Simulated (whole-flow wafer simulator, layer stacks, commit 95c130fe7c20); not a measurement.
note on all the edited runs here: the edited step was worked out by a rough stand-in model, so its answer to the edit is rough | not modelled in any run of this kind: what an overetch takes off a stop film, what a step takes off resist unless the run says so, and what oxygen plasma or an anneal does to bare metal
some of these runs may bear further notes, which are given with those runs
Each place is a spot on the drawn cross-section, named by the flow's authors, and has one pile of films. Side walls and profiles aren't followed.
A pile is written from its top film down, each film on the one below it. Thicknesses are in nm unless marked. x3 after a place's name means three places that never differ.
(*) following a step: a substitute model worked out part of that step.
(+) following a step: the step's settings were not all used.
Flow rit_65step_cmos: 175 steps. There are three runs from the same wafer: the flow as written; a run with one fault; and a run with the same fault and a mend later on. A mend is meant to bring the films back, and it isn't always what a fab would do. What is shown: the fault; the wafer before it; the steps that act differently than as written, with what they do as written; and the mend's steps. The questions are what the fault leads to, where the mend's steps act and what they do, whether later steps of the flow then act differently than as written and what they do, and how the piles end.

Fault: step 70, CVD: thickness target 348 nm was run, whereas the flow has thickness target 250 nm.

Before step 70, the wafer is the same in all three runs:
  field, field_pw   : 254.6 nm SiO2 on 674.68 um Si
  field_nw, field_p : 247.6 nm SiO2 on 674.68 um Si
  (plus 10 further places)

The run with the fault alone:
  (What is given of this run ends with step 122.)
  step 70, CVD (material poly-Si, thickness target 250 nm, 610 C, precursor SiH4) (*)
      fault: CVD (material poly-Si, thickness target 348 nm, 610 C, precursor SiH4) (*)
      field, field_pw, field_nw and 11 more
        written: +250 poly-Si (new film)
        fault: +348 poly-Si (new film)
  Later steps of the flow acting differently than as written (not shown: 3 more steps that differ only slightly, by at most 2% or 0.5 nm, whichever is larger):
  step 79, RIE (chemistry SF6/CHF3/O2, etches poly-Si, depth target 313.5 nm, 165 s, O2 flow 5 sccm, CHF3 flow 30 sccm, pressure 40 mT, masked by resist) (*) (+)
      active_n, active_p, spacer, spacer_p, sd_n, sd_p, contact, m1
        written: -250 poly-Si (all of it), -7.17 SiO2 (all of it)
        fault: -313.5 poly-Si
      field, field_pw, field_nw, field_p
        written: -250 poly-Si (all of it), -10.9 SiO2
        fault: -313.5 poly-Si
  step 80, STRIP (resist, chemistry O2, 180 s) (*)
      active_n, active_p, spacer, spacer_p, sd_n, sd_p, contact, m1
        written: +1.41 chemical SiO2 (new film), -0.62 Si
        fault: +1.41 chemical SiO2 (new film), -0.62 poly-Si
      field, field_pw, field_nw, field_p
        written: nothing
        fault: +1.41 chemical SiO2 (new film), -0.62 poly-Si
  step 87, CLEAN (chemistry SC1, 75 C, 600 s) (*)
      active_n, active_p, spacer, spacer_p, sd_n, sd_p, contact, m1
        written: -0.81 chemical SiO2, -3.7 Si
        fault: -0.81 chemical SiO2, -3.7 poly-Si
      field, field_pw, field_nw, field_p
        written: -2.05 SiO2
        fault: -0.81 chemical SiO2, -3.7 poly-Si
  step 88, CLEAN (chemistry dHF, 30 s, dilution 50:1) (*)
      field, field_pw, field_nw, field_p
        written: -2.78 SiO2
        fault: -0.6 chemical SiO2 (all of it)
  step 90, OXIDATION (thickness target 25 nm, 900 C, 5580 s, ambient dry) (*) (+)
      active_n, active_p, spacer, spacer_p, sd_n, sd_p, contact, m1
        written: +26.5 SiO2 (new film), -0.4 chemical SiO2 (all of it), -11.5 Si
        fault: +28.9 SiO2 (new film), -0.4 chemical SiO2 (all of it), -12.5 poly-Si
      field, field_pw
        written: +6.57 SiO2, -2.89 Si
        fault: +28.9 SiO2 (new film), -0.4 chemical SiO2 (all of it), -12.5 poly-Si
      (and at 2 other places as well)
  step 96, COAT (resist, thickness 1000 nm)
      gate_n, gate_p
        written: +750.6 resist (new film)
        fault: +701 resist (new film)
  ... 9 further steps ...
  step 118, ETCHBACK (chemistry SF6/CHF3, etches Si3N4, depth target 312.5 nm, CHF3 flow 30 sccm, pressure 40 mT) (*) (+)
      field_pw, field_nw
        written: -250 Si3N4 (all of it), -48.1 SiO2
        fault: -250 Si3N4 (all of it), -24.1 SiO2 (all of it), -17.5 poly-Si (all of it), -15.6 SiO2
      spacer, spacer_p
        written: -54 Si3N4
        fault: +0.96 Si3N4
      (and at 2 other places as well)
  The piles after step 122 differ from the flow's at field, field_pw, field_nw, field_p, gate_n, gate_p, spacer, spacer_p by more than 2% or 0.5 nm, whichever is larger.
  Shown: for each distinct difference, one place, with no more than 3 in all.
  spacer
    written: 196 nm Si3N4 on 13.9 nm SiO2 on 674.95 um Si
    fault: 251 nm Si3N4 on 16.3 nm SiO2 on 17.5 nm poly-Si on 7.17 nm SiO2 on 674.97 um Si
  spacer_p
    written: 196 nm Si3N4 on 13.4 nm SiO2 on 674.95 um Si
    fault: 251 nm Si3N4 on 15.7 nm SiO2 on 17.5 nm poly-Si on 7.17 nm SiO2 on 674.97 um Si
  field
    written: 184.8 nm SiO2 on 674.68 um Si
    fault: 231.3 nm SiO2 on 674.68 um Si

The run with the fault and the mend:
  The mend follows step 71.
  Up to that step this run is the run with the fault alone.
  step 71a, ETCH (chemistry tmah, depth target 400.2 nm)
      field, field_pw, field_nw and 11 more
        -348 poly-Si (all of it)
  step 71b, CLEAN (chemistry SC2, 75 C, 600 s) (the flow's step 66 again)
      leaves every film unchanged at each place that is followed
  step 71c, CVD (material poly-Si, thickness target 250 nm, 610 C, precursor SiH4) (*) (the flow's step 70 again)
      field, field_pw, field_nw and 11 more
        +250 poly-Si (new film)
  None of the later steps of the flow acts differently than as written at any place that is followed.
  At every place that both follow, the piles at the end match the flow's.
